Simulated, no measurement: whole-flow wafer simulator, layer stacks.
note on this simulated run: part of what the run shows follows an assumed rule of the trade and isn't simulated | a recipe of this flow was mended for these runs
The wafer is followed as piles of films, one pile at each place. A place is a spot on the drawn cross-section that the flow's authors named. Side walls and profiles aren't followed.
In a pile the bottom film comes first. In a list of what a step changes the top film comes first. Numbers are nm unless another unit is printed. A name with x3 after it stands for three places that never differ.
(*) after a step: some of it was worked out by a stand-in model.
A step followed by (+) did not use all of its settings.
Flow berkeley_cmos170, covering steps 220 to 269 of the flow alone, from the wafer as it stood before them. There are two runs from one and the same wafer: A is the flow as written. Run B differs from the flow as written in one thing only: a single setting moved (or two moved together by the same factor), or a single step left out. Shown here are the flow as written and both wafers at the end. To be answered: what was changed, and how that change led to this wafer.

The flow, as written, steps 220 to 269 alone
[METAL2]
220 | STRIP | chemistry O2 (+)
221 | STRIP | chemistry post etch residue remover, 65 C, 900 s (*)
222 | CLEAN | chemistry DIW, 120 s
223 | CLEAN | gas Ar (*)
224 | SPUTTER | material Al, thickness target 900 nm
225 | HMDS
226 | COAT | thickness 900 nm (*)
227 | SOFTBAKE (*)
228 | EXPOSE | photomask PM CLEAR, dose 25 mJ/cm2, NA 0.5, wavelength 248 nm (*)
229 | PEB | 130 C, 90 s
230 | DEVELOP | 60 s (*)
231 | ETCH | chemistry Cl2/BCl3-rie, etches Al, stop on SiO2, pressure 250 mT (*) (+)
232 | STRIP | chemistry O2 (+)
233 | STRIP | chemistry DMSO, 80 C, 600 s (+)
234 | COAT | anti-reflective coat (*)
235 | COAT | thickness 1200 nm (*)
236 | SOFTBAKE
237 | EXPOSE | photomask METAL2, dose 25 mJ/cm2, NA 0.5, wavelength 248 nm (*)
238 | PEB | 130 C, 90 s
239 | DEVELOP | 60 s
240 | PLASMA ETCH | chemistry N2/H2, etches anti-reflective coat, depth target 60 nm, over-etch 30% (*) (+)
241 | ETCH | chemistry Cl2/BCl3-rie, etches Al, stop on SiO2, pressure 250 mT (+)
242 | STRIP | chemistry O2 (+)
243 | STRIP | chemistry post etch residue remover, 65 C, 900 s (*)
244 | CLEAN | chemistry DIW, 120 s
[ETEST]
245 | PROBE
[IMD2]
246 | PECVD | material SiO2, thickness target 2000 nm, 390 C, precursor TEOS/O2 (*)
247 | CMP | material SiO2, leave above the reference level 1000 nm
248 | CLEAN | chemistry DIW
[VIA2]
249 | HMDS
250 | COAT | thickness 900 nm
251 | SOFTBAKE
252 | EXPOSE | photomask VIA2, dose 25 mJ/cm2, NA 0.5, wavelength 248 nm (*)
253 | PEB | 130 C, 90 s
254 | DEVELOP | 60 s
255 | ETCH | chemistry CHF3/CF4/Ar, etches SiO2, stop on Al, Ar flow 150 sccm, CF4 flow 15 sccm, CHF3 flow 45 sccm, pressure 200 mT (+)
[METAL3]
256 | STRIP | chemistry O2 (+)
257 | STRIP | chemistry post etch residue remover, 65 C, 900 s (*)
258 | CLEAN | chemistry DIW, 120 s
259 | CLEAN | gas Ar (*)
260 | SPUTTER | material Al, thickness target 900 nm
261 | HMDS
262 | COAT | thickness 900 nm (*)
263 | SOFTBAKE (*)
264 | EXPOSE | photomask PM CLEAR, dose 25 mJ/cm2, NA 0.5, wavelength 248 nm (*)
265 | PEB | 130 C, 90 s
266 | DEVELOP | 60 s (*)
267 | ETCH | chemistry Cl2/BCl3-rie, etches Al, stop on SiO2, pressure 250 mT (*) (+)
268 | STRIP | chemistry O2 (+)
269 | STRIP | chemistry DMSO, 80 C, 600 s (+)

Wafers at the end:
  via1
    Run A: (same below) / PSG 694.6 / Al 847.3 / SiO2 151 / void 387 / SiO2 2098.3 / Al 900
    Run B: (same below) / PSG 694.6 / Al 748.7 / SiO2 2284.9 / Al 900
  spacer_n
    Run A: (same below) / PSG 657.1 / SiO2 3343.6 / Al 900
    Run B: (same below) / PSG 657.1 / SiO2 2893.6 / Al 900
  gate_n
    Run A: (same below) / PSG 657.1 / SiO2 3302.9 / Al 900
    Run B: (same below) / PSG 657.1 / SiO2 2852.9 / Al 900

The reason: step 224, SPUTTER: thickness target 450 nm was run, though the flow has thickness target 900 nm.

Step by step, how the change led to this:
  224 | SPUTTER | material Al, thickness target 900 nm
      field, mark, sd_n and 9 more: A +900 Al (new film) | B +450 Al (new film)
      via1: A +259.4 Al | B +160.8 Al
  226 | COAT | thickness 900 nm (*)
      via1: A +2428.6 KrF-resist (new film) | B +2089.4 KrF-resist (new film)
  229 | PEB | 130 C, 90 s
      via1: A -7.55 KrF-resist | B -5.61 KrF-resist
  231 | ETCH | chemistry Cl2/BCl3-rie, etches Al, stop on SiO2, pressure 250 mT (*) (+)
      field, sd_n, spacer_n and 9 more: A -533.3 KrF-resist | B -308.3 KrF-resist
      mark: A -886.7 Al (all of it), -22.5 SiO2 | B -436.7 Al (all of it), -22.5 SiO2
  232 | STRIP | chemistry O2 (+)
      field, spacer_n, gate_n: A -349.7 KrF-resist (all of it) | B -574.7 KrF-resist (all of it)
      sd_n: A -347 KrF-resist (all of it) | B -572.2 KrF-resist (all of it)
      (and at 8 other places as well)
  234 | COAT | anti-reflective coat (*)
      m1: A +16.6 anti-reflective coat (new film) | B +16 anti-reflective coat (new film)
      via1: A +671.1 anti-reflective coat (new film) | B +499.4 anti-reflective coat (new film)
  235 | COAT | thickness 1200 nm (*)
      via1: A +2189 KrF-resist (new film) | B +1996.4 KrF-resist (new film)
  238 | PEB | 130 C, 90 s
      via1: A -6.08 KrF-resist | B -5.17 KrF-resist
  241 | ETCH | chemistry Cl2/BCl3-rie, etches Al, stop on SiO2, pressure 250 mT (+)
      field, sd_n, spacer_n, gate_n, sd_p, spacer_p, gate_p: A -900 Al (all of it), -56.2 SiO2 | B -450 Al (all of it), -56.2 SiO2
      contact, m1, via1, m2, via2: A -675 KrF-resist | B -450 KrF-resist
      (and at 1 other place as well)
  242 | STRIP | chemistry O2 (+)
      contact: A -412 KrF-resist (all of it), -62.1 anti-reflective coat (all of it) | B -634.7 KrF-resist (all of it), -61.8 anti-reflective coat (all of it)
      m1: A -433.1 KrF-resist (all of it), -16.6 anti-reflective coat (all of it) | B -648.9 KrF-resist (all of it), -16 anti-reflective coat (all of it)
      (and at 3 other places as well)
  246 | PECVD | material SiO2, thickness target 2000 nm, 390 C, precursor TEOS/O2 (*)
      via1: A +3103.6 SiO2 (new film), +387 void (new film), +151 SiO2 (new film) | B +3290.2 SiO2 (new film)
  247 | CMP | material SiO2, leave above the reference level 1000 nm
      mark: A nothing | B -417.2 SiO2
      field, sd_n, spacer_n, gate_n, sd_p, spacer_p, gate_p: A -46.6 SiO2 | B -496.6 SiO2
